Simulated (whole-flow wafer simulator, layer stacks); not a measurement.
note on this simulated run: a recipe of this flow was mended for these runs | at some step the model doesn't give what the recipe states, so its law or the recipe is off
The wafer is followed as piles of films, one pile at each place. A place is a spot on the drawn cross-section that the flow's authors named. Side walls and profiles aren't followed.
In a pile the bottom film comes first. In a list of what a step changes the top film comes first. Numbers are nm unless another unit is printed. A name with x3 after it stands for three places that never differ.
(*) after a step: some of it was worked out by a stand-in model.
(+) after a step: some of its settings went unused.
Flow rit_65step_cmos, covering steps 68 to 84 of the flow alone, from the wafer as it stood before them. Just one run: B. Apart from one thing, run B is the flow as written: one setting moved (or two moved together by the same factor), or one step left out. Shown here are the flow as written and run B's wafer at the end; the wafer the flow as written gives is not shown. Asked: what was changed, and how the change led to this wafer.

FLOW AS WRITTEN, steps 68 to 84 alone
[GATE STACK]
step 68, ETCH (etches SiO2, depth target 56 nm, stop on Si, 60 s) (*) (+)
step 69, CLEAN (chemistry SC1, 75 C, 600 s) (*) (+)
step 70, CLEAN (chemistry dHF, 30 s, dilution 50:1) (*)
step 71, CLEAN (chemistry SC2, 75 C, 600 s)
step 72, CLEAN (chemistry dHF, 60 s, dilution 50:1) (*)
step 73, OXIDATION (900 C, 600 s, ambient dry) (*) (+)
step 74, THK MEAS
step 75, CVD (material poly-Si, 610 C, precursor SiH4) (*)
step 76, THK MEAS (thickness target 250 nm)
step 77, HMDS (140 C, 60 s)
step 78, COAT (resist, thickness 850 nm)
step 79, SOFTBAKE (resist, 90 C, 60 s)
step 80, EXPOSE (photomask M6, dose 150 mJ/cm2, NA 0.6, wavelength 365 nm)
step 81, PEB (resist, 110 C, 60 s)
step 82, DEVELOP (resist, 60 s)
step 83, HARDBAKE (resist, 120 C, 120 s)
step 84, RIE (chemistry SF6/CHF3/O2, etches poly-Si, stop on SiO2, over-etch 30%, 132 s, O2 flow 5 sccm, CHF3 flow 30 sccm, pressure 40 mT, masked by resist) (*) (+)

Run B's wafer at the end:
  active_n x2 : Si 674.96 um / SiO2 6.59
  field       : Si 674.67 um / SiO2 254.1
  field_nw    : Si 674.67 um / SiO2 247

What caused this: step 75, CVD: 622 C was run, whereas the flow has 610 C.

The path from the change to this, step by step:
  step 75, CVD (material poly-Si, 610 C, precursor SiH4) (*)
      field, field_pw, field_nw and 11 more: poly-Si gains 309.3 (new film) (in the flow as written it would be: poly-Si gains 250 (new film))
  step 84, RIE (chemistry SF6/CHF3/O2, etches poly-Si, stop on SiO2, over-etch 30%, 132 s, O2 flow 5 sccm, CHF3 flow 30 sccm, pressure 40 mT, masked by resist) (*) (+)
      field, field_pw, field_nw and 9 more: poly-Si loses 309.3 (all of it), SiO2 loses 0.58 (in the flow as written it would be: poly-Si loses 250 (all of it), SiO2 loses 2.76)
